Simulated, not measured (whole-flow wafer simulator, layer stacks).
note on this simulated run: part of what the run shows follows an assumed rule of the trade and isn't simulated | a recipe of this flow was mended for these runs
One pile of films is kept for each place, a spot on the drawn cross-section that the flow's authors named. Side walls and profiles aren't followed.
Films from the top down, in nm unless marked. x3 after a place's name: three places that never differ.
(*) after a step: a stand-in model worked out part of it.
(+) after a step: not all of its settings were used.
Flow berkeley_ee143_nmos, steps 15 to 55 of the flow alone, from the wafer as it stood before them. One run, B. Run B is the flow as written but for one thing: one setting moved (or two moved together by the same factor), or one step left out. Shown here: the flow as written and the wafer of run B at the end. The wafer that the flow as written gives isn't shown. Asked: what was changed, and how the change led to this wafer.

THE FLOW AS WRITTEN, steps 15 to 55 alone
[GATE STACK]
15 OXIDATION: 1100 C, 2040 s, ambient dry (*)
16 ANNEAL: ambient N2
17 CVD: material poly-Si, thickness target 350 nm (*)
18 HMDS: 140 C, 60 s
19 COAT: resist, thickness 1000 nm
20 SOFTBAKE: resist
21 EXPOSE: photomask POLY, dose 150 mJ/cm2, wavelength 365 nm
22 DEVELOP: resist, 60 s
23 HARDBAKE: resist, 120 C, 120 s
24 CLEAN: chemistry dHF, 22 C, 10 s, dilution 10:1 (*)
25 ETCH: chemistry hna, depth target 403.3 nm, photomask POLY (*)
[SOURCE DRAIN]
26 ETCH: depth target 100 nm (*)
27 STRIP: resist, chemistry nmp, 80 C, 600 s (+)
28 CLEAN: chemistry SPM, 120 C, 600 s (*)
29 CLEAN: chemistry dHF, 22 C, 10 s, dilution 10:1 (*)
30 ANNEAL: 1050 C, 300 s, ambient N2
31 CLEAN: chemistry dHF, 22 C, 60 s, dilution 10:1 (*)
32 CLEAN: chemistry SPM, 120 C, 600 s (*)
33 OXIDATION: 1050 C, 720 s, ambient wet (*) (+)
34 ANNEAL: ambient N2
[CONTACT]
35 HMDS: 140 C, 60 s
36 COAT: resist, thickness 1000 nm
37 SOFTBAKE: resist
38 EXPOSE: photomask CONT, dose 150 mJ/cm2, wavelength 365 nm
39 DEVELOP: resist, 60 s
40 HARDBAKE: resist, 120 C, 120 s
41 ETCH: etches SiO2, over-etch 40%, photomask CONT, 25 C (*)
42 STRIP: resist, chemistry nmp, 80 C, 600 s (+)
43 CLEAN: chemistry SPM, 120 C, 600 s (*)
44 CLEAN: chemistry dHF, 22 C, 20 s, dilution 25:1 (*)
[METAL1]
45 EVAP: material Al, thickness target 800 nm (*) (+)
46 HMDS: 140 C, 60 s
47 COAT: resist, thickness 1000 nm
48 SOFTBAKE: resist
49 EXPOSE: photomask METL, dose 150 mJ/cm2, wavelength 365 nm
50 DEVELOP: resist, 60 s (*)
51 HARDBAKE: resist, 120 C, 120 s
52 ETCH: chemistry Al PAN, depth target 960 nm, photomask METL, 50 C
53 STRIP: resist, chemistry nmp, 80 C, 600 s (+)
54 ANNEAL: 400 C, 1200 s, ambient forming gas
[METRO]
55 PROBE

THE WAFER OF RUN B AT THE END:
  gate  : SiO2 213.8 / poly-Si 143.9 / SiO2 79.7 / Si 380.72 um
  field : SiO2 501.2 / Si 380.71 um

The cause: step 17, CVD: thickness target 240 nm was run, where the flow has thickness target 350 nm.

How the change led to this, step by step:
  17 CVD: material poly-Si, thickness target 350 nm (*)
      gate, sd, contact, field: poly-Si +240 (new film) (as written it would be: poly-Si +350 (new film))
  19 COAT: resist, thickness 1000 nm
      field: resist +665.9 (new film) (as written it would be: resist +689.8 (new film))
  22 DEVELOP: resist, 60 s
      field: resist -665.9 (all of it) (as written it would be: resist -689.8 (all of it))
  25 ETCH: chemistry hna, depth target 403.3 nm, photomask POLY (*)
      sd, contact, field: poly-Si -240 (all of it), SiO2 -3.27 (as written it would be: poly-Si -350 (all of it), SiO2 -1.07)
  26 ETCH: depth target 100 nm (*)
      sd, contact: SiO2 -76.4 (all of it) (as written it would be: SiO2 -78.6 (all of it))
  36 COAT: resist, thickness 1000 nm
      gate: resist +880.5 (new film) (as written it would be: resist +822.5 (new film))
      sd: resist +1131.6 (new film) (as written it would be: resist +1160.4 (new film))
      (and at 1 more place)
  40 HARDBAKE: resist, 120 C, 120 s
      gate: resist -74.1 (as written it would be: resist -69)
      sd: resist -96.7 (as written it would be: resist -99.3)
      (and at 1 more place)
  42 STRIP: resist, chemistry nmp, 80 C, 600 s (+)
      gate: resist -806 (all of it) (as written it would be: resist -753.2 (all of it))
      sd: resist -1034.5 (all of it) (as written it would be: resist -1060.7 (all of it))
      (and at 1 more place)
  47 COAT: resist, thickness 1000 nm
      gate: resist +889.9 (new film) (as written it would be: resist +834.7 (new film))
      sd: resist +1129.8 (new film) (as written it would be: resist +1161.3 (new film))
      (and at 1 more place)
  50 DEVELOP: resist, 60 s (*)
      gate: resist -889.9 (all of it), Al -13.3 (as written it would be: resist -834.7 (all of it), Al -13.3)
      sd: resist -1129.8 (all of it), Al -13.3 (as written it would be: resist -1161.3 (all of it), Al -13.3)
      (and at 1 more place)
